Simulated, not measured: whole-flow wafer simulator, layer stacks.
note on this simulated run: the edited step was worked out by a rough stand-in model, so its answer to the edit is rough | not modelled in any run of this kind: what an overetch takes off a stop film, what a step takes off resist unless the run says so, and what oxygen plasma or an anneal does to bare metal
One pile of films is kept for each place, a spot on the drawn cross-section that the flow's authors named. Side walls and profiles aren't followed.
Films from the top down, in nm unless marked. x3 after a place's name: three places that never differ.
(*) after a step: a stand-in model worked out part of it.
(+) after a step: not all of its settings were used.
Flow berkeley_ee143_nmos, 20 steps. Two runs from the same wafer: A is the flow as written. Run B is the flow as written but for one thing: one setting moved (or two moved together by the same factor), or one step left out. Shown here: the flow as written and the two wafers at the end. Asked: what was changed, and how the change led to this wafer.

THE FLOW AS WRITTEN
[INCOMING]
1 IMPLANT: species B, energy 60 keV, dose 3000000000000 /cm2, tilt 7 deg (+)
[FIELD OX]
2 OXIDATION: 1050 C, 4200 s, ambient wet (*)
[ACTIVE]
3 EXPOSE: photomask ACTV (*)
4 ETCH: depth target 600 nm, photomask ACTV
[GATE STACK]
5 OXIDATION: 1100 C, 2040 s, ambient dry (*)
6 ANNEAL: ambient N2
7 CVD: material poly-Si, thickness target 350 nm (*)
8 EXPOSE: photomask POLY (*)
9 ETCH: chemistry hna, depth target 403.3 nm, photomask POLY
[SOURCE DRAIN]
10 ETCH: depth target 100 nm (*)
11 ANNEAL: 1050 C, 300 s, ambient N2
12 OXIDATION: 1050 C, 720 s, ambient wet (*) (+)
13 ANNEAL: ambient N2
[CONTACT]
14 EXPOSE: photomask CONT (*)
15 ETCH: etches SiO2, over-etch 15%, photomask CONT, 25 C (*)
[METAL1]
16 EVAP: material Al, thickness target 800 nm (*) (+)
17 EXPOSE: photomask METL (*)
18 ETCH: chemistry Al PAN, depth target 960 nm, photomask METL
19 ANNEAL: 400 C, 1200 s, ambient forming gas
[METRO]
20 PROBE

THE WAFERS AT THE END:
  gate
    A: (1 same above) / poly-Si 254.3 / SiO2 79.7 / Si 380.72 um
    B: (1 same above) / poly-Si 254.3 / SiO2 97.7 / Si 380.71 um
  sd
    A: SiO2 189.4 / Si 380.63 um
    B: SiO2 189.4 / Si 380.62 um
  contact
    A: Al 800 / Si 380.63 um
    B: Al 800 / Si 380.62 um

The cause: step 5, OXIDATION: 2856 s was run, where the flow has 2040 s.

How the change led to this, step by step:
  5 OXIDATION: 1100 C, 2040 s, ambient dry (*)
      gate, sd, contact: A SiO2 +79.7 (new film), Si -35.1 | B SiO2 +97.7 (new film), Si -43
      field: A SiO2 +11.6, Si -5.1 | B SiO2 +16.2, Si -7.12
  10 ETCH: depth target 100 nm (*)
      sd, contact: A SiO2 -79.7 (all of it) | B SiO2 -97.7 (all of it)
